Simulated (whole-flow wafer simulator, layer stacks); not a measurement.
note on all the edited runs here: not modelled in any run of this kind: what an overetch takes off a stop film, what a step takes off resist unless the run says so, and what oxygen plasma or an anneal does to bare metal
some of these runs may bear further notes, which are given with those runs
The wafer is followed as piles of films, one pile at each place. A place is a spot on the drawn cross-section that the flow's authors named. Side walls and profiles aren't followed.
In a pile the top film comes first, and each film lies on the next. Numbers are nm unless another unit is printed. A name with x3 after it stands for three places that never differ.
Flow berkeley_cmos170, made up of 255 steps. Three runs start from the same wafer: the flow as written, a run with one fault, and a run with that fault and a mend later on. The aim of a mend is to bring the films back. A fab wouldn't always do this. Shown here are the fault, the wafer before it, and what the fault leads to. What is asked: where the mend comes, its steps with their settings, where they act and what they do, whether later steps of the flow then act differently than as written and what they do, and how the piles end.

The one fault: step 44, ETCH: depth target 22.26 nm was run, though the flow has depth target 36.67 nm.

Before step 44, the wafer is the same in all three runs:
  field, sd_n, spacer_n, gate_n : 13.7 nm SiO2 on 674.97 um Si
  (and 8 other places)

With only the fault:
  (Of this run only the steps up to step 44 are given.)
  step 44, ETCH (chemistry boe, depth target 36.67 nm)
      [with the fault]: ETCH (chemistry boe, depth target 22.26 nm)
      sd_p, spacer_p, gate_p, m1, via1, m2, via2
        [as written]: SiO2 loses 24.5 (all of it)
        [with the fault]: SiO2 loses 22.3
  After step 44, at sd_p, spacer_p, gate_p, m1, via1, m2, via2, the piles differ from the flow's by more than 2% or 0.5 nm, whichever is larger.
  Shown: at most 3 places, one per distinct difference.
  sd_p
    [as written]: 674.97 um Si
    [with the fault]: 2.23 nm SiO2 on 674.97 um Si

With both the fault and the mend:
  The mend stands after step 44.
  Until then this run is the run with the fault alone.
  step 44a, ETCH (chemistry boe, depth target 14.41 nm) (a further turn of the flow's step 44, with different settings)
      sd_p, spacer_p, gate_p, m1, via1, m2, via2
        SiO2 loses 2.23 (all of it)
  Every later step of the flow that is run acts as written at every place that is followed.
  At every place that both follow, the piles at the end match the flow's.
